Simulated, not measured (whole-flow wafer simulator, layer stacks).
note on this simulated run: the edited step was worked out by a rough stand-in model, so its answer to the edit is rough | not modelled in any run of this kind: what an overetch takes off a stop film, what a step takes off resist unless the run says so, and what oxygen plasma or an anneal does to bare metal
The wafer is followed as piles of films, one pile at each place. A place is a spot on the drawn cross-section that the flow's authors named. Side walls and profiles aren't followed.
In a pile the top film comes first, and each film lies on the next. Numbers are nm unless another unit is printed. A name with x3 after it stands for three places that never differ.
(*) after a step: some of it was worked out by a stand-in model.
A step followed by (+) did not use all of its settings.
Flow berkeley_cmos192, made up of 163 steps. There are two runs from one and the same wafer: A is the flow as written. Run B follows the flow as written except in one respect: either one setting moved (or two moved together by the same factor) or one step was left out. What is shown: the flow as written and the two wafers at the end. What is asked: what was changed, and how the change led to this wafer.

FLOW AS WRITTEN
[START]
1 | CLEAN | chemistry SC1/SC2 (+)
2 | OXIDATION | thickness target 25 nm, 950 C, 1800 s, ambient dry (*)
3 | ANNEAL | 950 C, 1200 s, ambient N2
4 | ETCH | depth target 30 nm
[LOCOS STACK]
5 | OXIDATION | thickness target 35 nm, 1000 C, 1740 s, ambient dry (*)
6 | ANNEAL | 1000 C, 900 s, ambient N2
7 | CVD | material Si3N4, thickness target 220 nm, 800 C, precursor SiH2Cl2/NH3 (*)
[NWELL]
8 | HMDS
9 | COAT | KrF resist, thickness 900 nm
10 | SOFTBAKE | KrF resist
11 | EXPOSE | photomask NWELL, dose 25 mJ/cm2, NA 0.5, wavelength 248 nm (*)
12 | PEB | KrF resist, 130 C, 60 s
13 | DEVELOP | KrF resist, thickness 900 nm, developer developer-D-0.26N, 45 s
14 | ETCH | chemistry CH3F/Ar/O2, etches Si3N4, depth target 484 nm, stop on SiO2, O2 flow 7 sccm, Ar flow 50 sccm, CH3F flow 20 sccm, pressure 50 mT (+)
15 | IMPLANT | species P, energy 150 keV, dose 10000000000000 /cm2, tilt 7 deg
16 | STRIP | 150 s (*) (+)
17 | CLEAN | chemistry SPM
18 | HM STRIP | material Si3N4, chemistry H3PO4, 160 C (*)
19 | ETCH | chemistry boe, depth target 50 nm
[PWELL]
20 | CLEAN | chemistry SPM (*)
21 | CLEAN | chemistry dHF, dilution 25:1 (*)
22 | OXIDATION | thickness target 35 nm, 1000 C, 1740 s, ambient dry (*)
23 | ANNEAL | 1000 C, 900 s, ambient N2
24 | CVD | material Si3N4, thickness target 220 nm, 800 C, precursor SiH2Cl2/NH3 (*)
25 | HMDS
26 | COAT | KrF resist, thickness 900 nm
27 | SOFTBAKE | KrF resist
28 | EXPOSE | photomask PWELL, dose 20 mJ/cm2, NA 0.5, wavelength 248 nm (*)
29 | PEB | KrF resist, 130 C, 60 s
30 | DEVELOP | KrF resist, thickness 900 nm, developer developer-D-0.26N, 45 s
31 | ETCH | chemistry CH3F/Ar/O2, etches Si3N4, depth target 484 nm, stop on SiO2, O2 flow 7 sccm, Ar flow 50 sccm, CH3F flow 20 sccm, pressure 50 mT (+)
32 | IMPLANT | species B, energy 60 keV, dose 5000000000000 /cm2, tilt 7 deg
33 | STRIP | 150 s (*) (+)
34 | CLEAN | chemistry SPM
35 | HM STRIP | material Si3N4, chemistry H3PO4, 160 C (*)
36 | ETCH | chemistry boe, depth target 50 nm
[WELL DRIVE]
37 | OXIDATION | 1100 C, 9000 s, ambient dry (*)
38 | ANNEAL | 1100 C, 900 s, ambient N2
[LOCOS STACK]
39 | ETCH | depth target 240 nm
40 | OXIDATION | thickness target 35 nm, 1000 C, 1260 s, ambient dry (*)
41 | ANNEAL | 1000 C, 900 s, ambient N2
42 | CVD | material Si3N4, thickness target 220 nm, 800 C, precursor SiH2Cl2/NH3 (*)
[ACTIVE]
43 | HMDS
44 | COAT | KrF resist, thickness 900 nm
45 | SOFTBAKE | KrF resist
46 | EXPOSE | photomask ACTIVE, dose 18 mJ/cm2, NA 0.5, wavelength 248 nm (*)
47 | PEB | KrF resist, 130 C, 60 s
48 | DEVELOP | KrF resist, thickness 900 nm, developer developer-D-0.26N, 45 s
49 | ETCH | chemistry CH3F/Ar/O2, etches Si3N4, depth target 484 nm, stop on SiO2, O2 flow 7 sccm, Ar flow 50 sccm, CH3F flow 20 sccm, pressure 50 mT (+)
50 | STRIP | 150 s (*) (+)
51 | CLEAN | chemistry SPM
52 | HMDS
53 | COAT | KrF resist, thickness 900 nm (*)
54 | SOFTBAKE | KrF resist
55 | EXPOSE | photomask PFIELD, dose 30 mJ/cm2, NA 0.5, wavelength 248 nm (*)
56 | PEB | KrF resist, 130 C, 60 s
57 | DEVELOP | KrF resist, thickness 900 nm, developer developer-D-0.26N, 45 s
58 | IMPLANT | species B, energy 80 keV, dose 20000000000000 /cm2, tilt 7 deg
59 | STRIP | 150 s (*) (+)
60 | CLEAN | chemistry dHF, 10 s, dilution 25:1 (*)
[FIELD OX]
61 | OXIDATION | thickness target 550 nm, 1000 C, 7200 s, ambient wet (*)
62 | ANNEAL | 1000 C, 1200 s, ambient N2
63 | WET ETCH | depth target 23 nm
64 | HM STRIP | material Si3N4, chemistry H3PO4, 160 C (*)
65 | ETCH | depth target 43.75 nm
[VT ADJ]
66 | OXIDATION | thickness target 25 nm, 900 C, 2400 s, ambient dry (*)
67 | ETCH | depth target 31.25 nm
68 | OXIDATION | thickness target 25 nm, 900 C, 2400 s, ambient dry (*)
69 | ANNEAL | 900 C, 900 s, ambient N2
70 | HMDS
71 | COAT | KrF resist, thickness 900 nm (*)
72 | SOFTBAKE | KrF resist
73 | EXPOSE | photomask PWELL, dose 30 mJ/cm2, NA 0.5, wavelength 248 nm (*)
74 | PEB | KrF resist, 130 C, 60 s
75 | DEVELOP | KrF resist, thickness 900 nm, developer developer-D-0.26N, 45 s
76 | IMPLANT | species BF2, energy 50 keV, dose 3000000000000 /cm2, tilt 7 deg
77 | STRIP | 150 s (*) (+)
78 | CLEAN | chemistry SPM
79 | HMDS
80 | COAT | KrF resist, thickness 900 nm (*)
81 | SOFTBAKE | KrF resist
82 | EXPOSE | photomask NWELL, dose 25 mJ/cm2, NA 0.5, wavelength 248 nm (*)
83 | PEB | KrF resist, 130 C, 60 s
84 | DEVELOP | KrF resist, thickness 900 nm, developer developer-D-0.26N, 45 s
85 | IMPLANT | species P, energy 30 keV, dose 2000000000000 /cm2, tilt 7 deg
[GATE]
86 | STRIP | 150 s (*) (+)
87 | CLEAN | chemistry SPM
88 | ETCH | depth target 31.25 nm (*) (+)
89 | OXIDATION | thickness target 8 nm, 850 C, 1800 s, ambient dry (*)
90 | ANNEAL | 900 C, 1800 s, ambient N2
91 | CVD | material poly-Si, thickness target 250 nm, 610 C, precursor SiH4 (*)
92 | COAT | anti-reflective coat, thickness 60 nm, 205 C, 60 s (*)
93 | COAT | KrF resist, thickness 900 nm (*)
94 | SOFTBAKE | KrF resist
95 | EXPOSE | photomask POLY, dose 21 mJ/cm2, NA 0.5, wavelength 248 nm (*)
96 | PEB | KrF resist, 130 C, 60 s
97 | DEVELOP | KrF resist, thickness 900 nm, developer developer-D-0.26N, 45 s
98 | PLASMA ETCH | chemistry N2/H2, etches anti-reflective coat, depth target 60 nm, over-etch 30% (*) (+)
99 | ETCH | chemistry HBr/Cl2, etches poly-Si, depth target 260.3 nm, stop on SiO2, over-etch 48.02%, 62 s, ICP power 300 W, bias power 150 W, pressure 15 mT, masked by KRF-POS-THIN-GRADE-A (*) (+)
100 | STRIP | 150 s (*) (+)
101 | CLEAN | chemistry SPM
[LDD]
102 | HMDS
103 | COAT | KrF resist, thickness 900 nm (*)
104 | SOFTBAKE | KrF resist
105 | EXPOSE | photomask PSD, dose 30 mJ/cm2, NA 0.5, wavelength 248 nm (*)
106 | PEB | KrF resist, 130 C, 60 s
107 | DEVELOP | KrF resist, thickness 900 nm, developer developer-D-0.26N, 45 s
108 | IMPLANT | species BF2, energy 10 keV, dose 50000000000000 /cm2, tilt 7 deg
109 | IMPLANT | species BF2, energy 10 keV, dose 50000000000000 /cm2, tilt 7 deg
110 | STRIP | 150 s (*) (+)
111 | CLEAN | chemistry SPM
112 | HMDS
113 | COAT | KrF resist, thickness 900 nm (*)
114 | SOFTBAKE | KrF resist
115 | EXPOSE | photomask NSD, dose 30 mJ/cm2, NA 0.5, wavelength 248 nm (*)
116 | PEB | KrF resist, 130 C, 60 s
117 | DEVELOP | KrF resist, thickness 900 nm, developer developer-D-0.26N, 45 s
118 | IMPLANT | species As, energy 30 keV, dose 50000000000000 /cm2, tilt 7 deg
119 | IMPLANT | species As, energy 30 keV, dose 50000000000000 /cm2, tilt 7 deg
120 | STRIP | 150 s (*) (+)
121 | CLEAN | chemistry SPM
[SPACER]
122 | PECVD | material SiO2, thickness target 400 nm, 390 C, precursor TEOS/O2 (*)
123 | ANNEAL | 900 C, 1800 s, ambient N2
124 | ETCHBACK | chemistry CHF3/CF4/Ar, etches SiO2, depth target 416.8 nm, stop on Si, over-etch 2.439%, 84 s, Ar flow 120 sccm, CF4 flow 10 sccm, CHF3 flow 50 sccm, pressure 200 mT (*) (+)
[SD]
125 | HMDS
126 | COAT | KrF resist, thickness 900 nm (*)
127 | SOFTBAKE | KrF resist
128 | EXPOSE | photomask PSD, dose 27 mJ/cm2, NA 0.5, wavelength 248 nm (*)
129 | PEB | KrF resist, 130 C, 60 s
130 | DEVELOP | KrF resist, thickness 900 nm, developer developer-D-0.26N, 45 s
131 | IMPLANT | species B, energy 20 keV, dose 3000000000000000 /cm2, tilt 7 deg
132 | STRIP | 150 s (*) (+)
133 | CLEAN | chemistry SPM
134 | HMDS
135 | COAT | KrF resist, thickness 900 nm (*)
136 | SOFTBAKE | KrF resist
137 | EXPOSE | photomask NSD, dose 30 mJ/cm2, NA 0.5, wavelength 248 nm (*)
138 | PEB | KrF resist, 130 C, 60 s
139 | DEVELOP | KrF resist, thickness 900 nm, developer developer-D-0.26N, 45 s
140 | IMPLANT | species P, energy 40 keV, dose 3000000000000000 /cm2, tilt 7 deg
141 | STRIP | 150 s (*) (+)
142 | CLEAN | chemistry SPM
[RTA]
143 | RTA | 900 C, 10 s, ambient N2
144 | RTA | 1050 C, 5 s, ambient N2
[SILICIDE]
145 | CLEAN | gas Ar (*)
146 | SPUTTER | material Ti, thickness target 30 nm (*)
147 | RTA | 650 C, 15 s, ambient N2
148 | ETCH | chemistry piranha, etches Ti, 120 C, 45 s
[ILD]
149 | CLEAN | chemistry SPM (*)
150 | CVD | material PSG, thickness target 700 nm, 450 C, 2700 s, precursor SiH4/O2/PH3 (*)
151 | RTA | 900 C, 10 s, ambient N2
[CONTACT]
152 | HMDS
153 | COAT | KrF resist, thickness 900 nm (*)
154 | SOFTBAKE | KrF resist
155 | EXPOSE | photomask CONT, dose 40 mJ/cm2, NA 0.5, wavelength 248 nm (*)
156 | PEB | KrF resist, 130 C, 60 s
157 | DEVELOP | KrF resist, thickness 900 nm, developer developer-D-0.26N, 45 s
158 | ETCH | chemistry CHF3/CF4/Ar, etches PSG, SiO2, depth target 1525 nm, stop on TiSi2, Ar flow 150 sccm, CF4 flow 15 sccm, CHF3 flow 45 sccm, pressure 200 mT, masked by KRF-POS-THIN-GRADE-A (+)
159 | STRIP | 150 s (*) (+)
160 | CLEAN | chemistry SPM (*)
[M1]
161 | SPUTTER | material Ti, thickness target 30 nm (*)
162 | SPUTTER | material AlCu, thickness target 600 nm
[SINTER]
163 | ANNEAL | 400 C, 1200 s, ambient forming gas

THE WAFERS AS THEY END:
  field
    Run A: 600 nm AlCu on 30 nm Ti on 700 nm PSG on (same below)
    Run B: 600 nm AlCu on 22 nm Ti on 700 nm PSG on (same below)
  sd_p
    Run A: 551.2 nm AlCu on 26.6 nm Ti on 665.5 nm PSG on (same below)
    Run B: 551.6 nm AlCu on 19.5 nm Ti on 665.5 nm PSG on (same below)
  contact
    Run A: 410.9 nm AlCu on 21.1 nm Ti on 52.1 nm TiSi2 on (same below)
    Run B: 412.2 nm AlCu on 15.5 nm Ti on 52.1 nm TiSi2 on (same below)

What caused this: step 161, SPUTTER: thickness target 22 nm was run, while the flow as written has thickness target 30 nm.
One can read it off the wafer: field has Ti 22, and step 161 as written asks for 30 nm.

The path from the change to this, step by step:
  161 | SPUTTER | material Ti, thickness target 30 nm (*)
      field, sd_n, spacer_n, gate, spacer_p, gate_p, m1: A Ti gains 30 (new film) | B Ti gains 22 (new film)
      sd_p: A Ti gains 26.6 (new film) | B Ti gains 19.5 (new film)
      (and at 1 other place as well)
